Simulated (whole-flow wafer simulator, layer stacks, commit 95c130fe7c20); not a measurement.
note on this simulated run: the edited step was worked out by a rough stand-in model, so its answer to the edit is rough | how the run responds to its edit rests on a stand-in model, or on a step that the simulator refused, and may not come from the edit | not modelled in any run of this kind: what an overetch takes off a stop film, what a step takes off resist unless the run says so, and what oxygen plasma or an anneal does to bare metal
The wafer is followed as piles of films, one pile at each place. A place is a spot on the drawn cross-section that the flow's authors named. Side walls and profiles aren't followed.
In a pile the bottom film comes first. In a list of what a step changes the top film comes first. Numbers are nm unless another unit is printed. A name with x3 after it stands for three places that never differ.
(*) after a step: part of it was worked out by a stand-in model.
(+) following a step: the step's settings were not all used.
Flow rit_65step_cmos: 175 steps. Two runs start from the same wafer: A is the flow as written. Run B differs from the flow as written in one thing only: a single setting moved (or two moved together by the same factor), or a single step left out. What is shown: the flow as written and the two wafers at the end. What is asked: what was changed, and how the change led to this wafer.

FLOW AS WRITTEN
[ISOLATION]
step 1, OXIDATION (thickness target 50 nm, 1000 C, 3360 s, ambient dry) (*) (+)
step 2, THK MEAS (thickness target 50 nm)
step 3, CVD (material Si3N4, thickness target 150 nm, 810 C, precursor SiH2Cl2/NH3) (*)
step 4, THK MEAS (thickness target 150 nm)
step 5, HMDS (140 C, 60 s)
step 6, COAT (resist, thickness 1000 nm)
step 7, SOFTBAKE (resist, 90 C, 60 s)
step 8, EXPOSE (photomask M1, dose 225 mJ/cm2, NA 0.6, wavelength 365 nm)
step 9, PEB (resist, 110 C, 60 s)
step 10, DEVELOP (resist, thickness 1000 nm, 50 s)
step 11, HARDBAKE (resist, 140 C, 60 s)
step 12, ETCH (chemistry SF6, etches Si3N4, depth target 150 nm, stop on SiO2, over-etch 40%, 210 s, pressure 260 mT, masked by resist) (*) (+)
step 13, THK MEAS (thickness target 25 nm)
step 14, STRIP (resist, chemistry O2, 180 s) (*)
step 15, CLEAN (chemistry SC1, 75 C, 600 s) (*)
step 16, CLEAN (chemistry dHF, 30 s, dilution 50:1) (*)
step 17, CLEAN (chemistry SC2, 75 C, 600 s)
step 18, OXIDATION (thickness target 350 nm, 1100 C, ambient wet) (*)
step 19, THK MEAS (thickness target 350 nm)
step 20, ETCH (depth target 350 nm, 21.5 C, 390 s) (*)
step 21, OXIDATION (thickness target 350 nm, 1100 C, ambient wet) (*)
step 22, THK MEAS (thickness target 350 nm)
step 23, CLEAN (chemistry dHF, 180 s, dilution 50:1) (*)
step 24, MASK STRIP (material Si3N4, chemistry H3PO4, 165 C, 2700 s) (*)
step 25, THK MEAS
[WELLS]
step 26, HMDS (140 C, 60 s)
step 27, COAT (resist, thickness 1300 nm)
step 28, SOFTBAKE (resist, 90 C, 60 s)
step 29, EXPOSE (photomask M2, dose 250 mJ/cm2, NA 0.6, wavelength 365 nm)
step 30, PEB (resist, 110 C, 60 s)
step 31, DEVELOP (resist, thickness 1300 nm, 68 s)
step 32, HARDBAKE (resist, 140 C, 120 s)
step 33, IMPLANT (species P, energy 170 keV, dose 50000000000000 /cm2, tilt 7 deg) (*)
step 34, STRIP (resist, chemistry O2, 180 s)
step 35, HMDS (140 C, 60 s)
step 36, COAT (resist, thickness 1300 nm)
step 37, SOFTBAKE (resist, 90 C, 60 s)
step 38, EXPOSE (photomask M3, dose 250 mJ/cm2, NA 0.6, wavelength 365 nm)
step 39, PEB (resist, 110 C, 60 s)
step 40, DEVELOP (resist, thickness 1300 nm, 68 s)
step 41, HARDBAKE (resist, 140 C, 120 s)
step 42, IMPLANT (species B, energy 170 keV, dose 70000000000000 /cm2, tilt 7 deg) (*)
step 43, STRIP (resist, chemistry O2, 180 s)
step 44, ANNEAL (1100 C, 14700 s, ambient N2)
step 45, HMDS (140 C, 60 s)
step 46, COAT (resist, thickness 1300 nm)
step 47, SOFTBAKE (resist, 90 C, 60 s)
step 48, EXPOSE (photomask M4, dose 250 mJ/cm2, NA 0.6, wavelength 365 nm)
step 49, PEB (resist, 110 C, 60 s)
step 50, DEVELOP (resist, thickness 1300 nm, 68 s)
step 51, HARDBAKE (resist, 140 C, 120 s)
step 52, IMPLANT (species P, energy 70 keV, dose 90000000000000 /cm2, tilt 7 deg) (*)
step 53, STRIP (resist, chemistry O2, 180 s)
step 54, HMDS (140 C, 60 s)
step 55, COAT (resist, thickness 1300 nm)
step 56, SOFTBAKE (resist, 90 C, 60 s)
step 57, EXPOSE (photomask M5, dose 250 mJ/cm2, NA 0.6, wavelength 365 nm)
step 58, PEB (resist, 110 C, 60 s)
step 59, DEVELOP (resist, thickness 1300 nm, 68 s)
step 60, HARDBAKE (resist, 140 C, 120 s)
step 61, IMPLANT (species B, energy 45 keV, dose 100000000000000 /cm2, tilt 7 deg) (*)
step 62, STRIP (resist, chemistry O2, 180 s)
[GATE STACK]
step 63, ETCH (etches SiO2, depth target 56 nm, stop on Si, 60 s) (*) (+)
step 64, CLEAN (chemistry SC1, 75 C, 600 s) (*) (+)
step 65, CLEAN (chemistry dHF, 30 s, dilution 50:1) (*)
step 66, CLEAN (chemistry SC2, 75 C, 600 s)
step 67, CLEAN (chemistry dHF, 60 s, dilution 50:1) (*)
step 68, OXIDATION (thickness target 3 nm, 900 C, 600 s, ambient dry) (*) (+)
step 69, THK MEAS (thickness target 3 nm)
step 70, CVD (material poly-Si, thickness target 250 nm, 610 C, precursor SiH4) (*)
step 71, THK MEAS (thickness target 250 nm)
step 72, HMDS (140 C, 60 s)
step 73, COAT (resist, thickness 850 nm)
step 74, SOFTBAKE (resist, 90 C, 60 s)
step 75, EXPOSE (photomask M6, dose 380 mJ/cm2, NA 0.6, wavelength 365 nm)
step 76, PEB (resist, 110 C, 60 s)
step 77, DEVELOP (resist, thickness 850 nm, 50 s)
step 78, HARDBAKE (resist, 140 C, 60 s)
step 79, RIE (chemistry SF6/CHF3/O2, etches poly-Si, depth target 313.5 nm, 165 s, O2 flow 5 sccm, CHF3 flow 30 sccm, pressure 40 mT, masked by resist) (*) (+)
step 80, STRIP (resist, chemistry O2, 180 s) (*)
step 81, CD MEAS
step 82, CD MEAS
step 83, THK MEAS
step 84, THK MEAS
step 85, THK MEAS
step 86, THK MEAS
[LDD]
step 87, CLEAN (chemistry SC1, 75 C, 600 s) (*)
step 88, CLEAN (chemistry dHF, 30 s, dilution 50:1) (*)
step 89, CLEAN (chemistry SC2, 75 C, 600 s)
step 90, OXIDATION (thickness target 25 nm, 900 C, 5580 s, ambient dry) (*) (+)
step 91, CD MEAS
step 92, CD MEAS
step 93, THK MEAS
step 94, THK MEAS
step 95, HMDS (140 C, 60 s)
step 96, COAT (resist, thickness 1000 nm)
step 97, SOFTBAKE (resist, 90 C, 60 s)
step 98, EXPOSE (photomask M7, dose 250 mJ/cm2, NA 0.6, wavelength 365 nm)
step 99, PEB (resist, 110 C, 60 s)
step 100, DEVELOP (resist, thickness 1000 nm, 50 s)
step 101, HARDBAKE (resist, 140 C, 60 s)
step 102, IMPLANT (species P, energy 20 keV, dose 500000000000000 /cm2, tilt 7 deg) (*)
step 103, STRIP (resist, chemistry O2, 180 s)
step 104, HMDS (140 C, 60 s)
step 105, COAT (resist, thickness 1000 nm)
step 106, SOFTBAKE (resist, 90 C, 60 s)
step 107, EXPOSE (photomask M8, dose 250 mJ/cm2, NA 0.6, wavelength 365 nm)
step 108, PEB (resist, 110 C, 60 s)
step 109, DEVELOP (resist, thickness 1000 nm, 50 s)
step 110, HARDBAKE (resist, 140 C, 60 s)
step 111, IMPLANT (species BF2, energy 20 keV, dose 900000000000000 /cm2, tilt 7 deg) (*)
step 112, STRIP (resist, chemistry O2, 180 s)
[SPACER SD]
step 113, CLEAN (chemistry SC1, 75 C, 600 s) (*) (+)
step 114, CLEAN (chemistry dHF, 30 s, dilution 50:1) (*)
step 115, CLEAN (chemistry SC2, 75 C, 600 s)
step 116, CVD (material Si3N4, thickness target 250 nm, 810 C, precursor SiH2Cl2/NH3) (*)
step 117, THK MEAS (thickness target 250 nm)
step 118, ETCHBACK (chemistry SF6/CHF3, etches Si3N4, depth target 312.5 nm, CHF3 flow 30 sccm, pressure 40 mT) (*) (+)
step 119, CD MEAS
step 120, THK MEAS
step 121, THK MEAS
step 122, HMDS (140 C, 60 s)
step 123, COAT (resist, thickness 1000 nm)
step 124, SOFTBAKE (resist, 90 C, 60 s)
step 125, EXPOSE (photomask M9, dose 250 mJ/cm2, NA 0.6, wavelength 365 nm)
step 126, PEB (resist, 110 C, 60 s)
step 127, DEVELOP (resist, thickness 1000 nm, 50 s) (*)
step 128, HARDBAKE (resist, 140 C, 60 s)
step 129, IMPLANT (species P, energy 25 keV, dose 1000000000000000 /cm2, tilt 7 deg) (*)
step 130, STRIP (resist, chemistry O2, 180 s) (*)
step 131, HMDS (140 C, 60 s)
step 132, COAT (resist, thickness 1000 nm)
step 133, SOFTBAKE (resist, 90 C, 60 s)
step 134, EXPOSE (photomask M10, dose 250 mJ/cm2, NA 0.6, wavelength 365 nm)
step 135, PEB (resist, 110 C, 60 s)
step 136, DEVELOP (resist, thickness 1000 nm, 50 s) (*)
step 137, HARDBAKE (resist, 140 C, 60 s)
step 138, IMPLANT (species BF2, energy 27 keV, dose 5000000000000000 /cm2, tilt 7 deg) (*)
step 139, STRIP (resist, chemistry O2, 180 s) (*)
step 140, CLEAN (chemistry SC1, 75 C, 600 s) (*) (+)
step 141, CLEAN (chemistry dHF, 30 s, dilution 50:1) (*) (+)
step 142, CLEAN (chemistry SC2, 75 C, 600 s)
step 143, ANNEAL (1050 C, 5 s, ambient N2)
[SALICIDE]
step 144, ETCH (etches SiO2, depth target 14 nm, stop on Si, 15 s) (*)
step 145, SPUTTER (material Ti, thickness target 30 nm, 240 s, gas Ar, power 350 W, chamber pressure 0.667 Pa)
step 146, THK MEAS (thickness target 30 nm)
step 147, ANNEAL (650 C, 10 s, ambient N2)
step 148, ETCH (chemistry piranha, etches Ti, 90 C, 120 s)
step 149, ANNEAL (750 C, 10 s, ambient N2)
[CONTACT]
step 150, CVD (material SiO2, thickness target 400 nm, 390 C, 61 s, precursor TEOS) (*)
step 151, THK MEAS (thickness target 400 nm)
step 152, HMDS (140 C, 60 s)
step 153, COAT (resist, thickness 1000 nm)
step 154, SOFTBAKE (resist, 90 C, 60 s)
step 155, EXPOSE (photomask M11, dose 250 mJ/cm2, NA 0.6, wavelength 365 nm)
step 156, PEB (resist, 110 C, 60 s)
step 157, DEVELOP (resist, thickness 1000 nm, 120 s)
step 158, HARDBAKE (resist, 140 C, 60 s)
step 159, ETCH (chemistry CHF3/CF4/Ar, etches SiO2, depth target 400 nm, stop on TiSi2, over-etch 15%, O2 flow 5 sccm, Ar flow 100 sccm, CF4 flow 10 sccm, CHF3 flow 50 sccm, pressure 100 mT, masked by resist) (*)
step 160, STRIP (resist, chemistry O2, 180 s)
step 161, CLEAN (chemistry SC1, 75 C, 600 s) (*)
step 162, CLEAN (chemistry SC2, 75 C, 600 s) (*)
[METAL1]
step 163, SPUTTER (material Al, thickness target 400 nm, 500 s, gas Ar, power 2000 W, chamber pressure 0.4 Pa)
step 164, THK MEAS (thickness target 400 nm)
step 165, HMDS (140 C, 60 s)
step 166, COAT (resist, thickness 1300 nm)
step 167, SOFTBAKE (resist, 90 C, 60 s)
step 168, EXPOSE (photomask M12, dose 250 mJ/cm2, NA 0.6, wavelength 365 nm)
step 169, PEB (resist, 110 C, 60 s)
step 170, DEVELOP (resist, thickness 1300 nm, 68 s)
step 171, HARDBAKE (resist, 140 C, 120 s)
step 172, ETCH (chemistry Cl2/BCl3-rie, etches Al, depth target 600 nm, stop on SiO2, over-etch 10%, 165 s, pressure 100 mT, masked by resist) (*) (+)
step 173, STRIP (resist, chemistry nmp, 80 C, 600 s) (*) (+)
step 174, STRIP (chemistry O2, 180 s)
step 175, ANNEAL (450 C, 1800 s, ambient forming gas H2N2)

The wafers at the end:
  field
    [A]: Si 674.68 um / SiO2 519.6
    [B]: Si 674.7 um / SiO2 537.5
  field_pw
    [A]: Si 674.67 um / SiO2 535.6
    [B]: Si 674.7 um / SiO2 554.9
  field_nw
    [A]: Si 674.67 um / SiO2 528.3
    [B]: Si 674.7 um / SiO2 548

What caused this: step 20, ETCH: 292 s was run, though the flow has 390 s.

The path from the change to this, step by step:
  step 20, ETCH (depth target 350 nm, 21.5 C, 390 s) (*)
      field, field_p: A -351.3 SiO2 (all of it), -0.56 Si | B -285.2 SiO2
      field_pw, field_nw: A -355.4 SiO2 (all of it), -0.49 Si | B -285.2 SiO2
      (also at 10 further places)
  step 21, OXIDATION (thickness target 350 nm, 1100 C, ambient wet) (*)
      field, field_p: A +350 SiO2 (new film), -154 Si | B +302.1 SiO2, -132.9 Si
      field_pw, field_nw: A +350 SiO2 (new film), -154 Si | B +299.5 SiO2, -131.8 Si
  step 27, COAT (resist, thickness 1300 nm)
      field: A +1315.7 resist (new film) | B +1286.5 resist (new film)
      field_p: A +1315.6 resist (new film) | B +1286.5 resist (new film)
  step 30, PEB (resist, 110 C, 60 s)
      field, field_p: A -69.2 resist | B -67.7 resist
  step 31, DEVELOP (resist, thickness 1300 nm, 68 s)
      field_p: A -1246.4 resist (all of it) | B -1218.9 resist (all of it)
  step 32, HARDBAKE (resist, 140 C, 120 s)
      field: A -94 resist | B -91.9 resist
  step 34, STRIP (resist, chemistry O2, 180 s)
      field: A -1152.5 resist (all of it) | B -1127 resist (all of it)
  step 36, COAT (resist, thickness 1300 nm)
      field: A +1315.7 resist (new film) | B +1286.5 resist (new film)
      field_p: A +1315.6 resist (new film) | B +1286.5 resist (new film)
  step 39, PEB (resist, 110 C, 60 s)
      field, field_p: A -69.2 resist | B -67.7 resist
  step 40, DEVELOP (resist, thickness 1300 nm, 68 s)
      field: A -1246.5 resist (all of it) | B -1218.8 resist (all of it)
  step 41, HARDBAKE (resist, 140 C, 120 s)
      field_p: A -94 resist | B -91.9 resist
  step 43, STRIP (resist, chemistry O2, 180 s)
      field_p: A -1152.5 resist (all of it) | B -1127 resist (all of it)
  step 46, COAT (resist, thickness 1300 nm)
      field: A +1315.7 resist (new film) | B +1286.5 resist (new film)
      field_p: A +1315.6 resist (new film) | B +1286.5 resist (new film)
  step 49, PEB (resist, 110 C, 60 s)
      field, field_p: A -69.2 resist | B -67.7 resist
  step 50, DEVELOP (resist, thickness 1300 nm, 68 s)
      field_p: A -1246.4 resist (all of it) | B -1218.9 resist (all of it)
  step 51, HARDBAKE (resist, 140 C, 120 s)
      field: A -94 resist | B -91.9 resist
  ... 35 further steps ...
  step 170, DEVELOP (resist, thickness 1300 nm, 68 s)
      field: A -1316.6 resist (all of it) | B -1286.6 resist (all of it)
      field_p: A -1324.1 resist (all of it) | B -1294 resist (all of it)
